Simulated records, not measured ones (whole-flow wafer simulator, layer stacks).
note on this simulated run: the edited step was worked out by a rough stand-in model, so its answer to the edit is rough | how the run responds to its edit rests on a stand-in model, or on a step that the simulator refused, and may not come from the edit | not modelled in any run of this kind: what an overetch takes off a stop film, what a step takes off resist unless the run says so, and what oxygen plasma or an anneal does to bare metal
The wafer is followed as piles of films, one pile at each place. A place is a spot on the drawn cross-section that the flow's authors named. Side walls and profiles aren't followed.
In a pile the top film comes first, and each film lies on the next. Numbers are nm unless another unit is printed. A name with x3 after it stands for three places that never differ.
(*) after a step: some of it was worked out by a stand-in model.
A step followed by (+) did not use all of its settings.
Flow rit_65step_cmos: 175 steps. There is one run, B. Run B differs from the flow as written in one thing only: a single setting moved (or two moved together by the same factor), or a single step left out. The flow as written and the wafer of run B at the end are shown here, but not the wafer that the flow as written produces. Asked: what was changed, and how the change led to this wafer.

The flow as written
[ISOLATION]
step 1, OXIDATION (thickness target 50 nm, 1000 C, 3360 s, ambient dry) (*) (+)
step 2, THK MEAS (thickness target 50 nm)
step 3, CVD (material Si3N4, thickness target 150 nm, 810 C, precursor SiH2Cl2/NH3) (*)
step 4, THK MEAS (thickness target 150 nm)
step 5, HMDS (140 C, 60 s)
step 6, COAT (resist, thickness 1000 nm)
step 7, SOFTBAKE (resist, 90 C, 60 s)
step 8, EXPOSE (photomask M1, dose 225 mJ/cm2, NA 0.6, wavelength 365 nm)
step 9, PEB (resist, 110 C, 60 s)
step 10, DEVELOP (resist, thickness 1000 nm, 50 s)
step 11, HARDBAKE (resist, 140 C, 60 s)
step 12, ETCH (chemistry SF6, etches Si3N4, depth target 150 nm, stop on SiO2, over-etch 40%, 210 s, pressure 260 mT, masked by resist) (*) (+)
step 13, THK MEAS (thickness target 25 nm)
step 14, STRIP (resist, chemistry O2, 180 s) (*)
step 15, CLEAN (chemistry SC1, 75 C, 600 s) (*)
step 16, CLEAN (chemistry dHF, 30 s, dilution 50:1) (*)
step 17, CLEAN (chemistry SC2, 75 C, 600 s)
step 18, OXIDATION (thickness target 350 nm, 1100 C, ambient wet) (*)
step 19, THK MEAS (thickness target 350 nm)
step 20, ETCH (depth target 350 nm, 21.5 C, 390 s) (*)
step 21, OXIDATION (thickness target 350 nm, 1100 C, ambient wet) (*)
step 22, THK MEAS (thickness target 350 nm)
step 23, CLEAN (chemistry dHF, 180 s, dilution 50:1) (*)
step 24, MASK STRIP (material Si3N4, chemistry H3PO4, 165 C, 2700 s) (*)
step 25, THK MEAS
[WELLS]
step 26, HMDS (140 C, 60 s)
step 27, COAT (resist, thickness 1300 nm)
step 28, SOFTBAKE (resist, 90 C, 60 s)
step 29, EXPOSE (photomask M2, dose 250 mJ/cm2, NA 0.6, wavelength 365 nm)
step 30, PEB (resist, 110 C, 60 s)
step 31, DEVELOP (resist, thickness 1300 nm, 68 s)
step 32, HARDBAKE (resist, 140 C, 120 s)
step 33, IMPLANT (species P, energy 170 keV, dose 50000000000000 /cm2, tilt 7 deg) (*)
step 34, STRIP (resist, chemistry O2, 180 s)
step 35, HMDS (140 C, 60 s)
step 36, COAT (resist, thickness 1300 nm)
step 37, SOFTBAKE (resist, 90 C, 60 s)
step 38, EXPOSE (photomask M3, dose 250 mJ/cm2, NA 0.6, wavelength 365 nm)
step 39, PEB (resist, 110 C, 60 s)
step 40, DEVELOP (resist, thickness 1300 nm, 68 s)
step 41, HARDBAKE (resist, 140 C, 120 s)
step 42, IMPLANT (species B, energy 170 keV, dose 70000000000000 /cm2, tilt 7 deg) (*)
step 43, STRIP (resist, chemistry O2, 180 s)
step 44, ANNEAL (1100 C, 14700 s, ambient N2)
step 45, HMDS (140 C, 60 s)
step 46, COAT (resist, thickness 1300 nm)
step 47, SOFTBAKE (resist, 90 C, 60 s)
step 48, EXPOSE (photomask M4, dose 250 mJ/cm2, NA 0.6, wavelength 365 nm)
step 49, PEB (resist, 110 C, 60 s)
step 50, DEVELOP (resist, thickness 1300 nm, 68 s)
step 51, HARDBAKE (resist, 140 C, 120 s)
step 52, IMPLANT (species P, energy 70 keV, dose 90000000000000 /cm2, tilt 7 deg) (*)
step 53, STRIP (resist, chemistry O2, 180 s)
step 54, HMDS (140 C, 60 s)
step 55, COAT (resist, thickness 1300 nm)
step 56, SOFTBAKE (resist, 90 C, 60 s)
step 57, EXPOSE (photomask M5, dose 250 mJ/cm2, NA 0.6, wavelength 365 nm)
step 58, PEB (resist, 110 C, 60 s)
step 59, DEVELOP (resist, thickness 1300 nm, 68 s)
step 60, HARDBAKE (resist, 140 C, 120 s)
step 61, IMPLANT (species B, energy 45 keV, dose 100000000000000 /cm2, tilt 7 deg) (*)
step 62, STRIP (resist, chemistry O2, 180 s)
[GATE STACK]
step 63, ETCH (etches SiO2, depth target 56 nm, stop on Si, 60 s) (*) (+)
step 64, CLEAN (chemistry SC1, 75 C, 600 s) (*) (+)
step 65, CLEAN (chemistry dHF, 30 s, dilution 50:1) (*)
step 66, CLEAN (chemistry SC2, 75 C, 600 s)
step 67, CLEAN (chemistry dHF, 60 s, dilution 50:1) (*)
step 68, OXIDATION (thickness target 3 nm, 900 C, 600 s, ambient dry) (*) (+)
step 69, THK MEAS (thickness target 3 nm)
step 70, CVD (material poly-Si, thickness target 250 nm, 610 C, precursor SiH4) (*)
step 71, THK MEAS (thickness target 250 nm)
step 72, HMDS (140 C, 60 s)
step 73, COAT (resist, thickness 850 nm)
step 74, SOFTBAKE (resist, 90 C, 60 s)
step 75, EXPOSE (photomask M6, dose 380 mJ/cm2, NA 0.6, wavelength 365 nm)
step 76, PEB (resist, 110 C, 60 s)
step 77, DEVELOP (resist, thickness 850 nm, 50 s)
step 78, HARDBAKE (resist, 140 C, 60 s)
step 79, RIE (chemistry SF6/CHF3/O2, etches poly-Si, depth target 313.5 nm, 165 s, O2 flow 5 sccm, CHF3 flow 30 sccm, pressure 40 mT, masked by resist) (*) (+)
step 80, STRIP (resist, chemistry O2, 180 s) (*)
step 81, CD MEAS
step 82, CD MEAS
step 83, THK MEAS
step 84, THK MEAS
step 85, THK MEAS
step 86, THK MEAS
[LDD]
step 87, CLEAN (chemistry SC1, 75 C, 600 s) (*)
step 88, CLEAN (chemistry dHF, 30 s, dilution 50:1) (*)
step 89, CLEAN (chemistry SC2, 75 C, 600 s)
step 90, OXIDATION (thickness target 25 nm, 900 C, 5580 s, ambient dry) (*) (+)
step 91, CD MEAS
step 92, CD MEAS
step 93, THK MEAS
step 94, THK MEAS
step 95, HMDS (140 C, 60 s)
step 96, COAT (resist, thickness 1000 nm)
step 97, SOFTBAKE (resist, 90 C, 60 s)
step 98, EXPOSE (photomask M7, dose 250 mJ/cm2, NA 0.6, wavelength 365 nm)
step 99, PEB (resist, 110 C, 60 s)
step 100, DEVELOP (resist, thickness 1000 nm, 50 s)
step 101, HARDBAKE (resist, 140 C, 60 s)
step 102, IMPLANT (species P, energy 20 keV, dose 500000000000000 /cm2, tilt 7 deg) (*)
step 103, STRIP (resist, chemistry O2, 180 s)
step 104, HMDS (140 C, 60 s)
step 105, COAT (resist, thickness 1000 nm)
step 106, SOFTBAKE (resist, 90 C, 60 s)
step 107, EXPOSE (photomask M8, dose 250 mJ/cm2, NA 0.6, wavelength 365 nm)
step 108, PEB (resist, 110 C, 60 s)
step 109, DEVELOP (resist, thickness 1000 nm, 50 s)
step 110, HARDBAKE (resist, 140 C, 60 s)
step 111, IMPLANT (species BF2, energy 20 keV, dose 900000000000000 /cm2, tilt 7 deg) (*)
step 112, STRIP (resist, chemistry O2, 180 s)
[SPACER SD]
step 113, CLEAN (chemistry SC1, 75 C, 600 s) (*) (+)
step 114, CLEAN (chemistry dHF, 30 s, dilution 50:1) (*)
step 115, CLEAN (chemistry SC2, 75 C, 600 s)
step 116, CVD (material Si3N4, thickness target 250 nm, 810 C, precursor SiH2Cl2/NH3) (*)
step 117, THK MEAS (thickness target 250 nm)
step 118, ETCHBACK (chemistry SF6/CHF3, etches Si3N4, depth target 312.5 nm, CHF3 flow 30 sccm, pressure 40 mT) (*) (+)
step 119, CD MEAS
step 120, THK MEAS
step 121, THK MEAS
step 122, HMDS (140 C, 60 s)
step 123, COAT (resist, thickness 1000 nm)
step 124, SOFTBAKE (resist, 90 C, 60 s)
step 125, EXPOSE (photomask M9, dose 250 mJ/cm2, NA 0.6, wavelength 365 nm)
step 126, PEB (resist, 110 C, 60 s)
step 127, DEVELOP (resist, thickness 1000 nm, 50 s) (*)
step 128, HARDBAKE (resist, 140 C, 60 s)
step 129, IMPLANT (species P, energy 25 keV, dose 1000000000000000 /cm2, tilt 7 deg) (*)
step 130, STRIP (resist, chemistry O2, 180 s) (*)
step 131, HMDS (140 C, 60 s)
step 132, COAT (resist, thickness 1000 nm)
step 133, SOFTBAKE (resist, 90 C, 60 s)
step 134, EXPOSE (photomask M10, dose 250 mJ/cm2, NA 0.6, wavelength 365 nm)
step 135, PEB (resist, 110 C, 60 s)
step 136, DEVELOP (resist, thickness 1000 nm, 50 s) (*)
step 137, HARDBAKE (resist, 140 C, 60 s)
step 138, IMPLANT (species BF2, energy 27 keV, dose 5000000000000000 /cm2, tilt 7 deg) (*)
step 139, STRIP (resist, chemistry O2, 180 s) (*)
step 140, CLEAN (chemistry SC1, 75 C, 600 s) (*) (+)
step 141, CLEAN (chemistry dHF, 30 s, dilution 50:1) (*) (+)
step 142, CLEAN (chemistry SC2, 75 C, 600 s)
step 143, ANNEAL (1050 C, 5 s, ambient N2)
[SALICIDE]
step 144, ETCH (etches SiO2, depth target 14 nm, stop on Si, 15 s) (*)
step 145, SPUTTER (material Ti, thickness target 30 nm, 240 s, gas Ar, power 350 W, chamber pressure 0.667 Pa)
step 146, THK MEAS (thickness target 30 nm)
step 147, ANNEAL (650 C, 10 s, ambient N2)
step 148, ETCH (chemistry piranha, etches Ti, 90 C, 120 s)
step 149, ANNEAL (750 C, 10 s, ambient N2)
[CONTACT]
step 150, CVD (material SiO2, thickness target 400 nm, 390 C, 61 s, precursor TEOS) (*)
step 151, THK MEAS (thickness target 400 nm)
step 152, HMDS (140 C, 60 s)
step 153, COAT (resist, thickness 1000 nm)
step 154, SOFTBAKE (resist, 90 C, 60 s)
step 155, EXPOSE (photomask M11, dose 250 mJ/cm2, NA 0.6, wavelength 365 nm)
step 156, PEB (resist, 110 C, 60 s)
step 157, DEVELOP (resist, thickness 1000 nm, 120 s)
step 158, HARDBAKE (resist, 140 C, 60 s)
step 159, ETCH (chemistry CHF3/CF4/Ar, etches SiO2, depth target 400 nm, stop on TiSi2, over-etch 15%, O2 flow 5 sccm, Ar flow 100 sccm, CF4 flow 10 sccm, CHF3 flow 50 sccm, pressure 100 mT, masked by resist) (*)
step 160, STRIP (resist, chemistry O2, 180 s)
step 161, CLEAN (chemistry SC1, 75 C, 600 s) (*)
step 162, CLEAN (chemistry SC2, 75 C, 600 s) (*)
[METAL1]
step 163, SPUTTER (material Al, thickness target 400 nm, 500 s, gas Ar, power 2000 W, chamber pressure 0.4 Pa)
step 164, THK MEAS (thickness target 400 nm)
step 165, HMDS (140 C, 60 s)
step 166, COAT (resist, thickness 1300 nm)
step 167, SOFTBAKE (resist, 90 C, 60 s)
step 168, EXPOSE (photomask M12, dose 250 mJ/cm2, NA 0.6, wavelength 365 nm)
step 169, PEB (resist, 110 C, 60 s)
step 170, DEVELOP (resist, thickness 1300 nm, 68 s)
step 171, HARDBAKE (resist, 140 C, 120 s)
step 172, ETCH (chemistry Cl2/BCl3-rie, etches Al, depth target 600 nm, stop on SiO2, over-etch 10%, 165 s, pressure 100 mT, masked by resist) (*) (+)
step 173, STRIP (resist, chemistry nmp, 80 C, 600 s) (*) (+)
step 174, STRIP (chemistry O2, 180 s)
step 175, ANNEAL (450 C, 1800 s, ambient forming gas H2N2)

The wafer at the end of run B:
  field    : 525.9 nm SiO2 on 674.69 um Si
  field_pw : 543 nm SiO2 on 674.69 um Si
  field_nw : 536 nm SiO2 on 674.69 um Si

What caused this: step 20, ETCH: 332 s was run, whereas the flow has 390 s.

The path from the change to this, step by step:
  step 20, ETCH (depth target 350 nm, 21.5 C, 390 s) (*)
      field, field_p: SiO2 loses 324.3 (as written it would have been: SiO2 loses 351.3 (all of it), Si loses 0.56)
      field_pw, field_nw: SiO2 loses 324.3 (as written it would have been: SiO2 loses 355.4 (all of it), Si loses 0.49)
      (as well as at 10 more places)
  step 21, OXIDATION (thickness target 350 nm, 1100 C, ambient wet) (*)
      field, field_p: SiO2 gains 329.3, Si loses 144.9 (as written it would have been: SiO2 gains 350 (new film), Si loses 154)
      field_pw, field_nw: SiO2 gains 326.4, Si loses 143.6 (as written it would have been: SiO2 gains 350 (new film), Si loses 154)
